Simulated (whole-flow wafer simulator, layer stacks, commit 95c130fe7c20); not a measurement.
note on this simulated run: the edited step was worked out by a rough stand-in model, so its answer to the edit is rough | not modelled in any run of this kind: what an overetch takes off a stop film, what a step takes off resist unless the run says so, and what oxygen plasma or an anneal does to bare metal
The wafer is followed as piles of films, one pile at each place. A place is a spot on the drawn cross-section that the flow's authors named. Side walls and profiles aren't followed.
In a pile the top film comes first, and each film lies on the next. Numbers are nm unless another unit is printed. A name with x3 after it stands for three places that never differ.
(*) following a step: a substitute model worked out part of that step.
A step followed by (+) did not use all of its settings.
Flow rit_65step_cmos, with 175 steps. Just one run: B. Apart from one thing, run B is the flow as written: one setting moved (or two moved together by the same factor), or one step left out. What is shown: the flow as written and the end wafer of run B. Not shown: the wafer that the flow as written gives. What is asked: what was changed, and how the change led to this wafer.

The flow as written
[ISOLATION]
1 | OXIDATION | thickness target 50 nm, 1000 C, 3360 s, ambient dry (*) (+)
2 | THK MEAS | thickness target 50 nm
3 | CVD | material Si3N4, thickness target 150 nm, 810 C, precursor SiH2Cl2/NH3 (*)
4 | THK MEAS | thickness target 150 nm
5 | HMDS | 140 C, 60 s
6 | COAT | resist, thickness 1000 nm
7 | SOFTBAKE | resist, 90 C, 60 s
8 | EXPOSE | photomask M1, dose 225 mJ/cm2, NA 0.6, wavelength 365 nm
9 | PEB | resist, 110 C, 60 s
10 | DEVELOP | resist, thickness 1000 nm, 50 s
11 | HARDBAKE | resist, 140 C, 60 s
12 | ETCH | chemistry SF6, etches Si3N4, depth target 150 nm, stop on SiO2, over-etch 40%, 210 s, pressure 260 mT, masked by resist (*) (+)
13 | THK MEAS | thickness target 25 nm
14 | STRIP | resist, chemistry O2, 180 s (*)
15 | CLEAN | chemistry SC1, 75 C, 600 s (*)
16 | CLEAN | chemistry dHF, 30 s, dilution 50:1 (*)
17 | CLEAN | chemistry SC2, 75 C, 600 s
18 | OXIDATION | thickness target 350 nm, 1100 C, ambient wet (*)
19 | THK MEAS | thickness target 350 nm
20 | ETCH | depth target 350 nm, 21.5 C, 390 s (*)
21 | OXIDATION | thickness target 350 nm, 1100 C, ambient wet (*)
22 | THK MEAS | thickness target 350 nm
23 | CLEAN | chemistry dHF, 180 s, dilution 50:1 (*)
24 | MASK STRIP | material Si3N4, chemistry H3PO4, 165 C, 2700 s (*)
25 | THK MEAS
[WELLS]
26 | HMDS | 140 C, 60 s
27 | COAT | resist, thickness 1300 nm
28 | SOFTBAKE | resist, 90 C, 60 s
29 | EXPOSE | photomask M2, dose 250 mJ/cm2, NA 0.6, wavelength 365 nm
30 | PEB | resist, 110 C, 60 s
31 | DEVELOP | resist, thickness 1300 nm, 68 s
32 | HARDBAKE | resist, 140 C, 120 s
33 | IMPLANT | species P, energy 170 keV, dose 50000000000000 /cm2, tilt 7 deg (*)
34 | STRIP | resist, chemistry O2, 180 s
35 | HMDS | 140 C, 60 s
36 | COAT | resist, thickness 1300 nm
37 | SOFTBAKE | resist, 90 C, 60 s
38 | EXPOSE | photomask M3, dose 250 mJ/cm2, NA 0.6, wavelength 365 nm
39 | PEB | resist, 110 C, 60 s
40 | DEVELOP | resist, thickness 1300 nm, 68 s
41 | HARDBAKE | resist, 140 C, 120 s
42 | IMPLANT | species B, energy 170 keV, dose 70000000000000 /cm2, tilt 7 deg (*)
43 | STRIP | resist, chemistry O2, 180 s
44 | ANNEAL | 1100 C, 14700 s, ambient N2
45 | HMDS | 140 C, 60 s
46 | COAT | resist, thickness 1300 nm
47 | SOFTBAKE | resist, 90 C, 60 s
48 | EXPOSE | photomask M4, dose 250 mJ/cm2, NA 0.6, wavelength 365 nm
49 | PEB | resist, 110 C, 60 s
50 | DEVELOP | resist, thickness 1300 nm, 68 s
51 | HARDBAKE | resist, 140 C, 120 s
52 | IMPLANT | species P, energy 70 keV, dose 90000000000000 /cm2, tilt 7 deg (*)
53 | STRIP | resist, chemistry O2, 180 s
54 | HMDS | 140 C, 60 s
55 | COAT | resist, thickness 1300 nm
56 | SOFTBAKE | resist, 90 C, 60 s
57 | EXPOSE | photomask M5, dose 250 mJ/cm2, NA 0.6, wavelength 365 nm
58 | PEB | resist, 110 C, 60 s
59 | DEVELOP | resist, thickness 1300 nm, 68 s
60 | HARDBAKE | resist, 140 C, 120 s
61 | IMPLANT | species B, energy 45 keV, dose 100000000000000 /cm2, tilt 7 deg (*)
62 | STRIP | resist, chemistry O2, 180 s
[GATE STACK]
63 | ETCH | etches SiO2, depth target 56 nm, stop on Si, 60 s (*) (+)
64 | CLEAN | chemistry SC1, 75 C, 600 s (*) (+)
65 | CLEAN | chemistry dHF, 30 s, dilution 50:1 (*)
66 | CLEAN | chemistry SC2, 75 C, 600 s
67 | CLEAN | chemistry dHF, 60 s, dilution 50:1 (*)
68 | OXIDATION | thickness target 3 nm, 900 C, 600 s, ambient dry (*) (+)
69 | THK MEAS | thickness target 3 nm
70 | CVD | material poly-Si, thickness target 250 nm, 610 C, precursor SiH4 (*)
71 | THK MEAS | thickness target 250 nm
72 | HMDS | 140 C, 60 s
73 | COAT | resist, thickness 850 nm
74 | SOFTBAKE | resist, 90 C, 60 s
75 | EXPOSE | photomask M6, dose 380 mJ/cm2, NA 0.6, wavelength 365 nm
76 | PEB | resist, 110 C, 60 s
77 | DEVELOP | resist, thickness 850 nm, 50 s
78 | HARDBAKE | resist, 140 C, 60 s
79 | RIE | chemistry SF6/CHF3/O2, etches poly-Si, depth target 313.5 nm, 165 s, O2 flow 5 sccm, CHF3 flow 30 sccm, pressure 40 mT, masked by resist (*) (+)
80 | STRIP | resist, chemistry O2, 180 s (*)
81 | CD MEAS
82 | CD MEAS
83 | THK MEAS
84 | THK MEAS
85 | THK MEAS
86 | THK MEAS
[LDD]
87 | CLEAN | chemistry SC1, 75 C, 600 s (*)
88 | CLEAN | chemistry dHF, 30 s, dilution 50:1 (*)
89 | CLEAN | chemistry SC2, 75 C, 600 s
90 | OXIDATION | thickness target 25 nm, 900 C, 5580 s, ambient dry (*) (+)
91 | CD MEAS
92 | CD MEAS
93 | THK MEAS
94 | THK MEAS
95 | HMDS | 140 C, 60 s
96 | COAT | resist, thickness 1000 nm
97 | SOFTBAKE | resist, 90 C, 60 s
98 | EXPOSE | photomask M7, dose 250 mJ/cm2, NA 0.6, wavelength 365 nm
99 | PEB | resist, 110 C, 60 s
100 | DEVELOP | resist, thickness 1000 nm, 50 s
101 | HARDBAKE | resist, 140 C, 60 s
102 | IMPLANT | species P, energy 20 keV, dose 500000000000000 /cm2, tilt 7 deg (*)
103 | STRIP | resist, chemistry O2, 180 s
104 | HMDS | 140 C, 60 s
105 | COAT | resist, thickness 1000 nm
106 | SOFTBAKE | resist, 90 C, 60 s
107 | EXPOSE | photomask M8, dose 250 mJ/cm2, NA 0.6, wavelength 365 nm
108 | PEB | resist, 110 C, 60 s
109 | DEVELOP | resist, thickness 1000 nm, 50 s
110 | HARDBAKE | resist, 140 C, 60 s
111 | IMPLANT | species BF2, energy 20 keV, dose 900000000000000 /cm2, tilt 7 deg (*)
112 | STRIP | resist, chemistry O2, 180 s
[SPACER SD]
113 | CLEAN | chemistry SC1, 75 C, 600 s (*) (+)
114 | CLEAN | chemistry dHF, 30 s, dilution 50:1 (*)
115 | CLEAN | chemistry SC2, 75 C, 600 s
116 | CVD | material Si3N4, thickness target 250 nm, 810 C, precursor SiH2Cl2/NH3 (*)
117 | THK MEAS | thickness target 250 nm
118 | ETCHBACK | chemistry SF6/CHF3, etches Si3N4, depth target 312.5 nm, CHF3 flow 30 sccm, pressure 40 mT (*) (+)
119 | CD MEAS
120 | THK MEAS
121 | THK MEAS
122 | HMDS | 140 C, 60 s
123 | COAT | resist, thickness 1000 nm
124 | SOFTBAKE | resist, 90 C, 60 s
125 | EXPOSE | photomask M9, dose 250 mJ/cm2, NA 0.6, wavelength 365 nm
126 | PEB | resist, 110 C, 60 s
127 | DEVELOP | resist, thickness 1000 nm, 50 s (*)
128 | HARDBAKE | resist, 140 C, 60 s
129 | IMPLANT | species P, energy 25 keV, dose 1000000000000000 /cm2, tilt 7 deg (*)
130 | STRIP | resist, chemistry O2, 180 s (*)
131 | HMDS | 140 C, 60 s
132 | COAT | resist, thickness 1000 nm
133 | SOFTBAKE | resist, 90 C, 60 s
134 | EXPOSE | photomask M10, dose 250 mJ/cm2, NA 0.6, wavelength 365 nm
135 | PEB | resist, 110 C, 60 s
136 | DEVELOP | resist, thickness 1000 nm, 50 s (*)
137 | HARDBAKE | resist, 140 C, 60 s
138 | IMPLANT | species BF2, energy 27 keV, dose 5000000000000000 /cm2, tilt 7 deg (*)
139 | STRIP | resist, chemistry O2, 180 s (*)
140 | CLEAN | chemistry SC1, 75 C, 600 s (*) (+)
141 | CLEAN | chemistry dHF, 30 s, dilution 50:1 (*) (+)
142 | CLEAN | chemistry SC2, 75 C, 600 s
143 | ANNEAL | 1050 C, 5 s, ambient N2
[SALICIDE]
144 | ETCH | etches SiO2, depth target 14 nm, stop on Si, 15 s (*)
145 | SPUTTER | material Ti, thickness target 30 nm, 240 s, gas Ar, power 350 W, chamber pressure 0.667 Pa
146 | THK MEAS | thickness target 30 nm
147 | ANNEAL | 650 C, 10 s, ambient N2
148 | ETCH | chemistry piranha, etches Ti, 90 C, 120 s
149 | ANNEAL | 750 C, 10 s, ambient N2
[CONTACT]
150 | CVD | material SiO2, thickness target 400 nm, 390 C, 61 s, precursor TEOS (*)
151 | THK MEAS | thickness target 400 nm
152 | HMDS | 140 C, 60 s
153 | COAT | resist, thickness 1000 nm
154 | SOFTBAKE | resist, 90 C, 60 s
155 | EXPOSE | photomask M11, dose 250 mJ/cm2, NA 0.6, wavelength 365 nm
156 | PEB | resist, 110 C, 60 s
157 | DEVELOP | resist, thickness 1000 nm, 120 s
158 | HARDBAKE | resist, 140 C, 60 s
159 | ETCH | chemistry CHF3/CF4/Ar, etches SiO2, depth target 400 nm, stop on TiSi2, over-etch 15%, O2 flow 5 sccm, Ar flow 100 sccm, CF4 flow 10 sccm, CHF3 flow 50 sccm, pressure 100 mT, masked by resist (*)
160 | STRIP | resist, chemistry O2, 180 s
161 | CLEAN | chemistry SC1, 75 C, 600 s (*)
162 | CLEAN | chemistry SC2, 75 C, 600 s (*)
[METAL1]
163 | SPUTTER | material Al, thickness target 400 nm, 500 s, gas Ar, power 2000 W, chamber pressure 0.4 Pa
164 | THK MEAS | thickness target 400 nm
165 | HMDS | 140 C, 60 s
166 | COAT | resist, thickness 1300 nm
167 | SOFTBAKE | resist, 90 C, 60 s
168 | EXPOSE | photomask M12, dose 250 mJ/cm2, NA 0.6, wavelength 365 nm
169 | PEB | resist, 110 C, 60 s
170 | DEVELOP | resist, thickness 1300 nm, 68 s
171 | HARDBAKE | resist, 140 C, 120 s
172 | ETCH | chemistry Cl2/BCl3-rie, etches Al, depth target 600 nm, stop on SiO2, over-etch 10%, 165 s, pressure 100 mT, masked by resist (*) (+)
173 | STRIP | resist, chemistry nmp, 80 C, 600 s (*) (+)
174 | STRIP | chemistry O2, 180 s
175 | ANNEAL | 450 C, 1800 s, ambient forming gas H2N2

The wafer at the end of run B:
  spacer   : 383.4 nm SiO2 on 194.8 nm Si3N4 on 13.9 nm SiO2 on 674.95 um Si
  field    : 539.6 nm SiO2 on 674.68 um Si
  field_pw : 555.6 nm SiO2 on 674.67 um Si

What caused this: step 150, CVD: thickness target 420 nm was run, though the flow has thickness target 400 nm.

How this came from the change, step by step:
  150 | CVD | material SiO2, thickness target 400 nm, 390 C, 61 s, precursor TEOS (*)
      field, field_pw, field_nw, field_p: SiO2 gains 420 (as written it would have been: SiO2 gains 400)
      spacer, spacer_p: SiO2 gains 420 (new film) (as written it would have been: SiO2 gains 400 (new film))
      (also at 2 further places)
